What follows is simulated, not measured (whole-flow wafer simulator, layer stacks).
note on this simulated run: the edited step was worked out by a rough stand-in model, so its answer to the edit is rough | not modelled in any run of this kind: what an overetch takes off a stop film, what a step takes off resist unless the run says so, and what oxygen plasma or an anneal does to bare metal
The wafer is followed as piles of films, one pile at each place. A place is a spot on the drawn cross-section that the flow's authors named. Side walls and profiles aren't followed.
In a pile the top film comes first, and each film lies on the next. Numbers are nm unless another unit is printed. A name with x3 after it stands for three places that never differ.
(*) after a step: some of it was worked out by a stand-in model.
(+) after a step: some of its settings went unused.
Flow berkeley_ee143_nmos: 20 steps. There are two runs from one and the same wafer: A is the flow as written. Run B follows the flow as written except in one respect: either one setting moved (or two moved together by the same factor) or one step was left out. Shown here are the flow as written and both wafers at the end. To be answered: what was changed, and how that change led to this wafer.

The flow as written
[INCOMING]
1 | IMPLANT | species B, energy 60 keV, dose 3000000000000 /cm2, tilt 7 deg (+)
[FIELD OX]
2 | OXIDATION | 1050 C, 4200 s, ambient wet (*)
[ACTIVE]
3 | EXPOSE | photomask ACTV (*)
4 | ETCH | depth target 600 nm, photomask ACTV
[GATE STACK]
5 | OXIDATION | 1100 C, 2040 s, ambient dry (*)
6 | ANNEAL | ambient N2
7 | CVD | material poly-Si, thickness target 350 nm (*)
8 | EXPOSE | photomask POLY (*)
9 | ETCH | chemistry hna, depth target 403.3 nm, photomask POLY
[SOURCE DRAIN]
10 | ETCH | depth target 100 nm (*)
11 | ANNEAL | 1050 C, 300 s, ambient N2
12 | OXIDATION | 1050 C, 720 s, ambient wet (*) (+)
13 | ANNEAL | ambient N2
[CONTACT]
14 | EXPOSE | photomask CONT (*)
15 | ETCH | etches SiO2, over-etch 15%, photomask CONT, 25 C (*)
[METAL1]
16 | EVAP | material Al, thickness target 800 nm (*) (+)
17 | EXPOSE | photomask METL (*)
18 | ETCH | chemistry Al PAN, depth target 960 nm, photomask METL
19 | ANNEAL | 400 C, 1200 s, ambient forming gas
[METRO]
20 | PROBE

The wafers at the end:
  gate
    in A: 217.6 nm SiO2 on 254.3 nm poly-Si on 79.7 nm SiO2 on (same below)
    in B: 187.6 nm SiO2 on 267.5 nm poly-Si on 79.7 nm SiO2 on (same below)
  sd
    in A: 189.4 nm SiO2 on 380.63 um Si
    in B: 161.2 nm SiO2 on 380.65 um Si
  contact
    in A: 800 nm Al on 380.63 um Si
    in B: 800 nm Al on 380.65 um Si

What caused this: step 12, OXIDATION: 576 s was run, whereas the flow has 720 s.

The path from the change to this, step by step:
  12 | OXIDATION | 1050 C, 720 s, ambient wet (*) (+)
      sd, contact: A SiO2 gains 189.4 (new film), Si loses 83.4 | B SiO2 gains 161.2 (new film), Si loses 70.9
      gate: A SiO2 gains 217.6 (new film), poly-Si loses 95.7 | B SiO2 gains 187.6 (new film), poly-Si loses 82.5
      (and at 1 other place as well)
  15 | ETCH | etches SiO2, over-etch 15%, photomask CONT, 25 C (*)
      contact: A SiO2 loses 189.4 (all of it) | B SiO2 loses 161.2 (all of it)
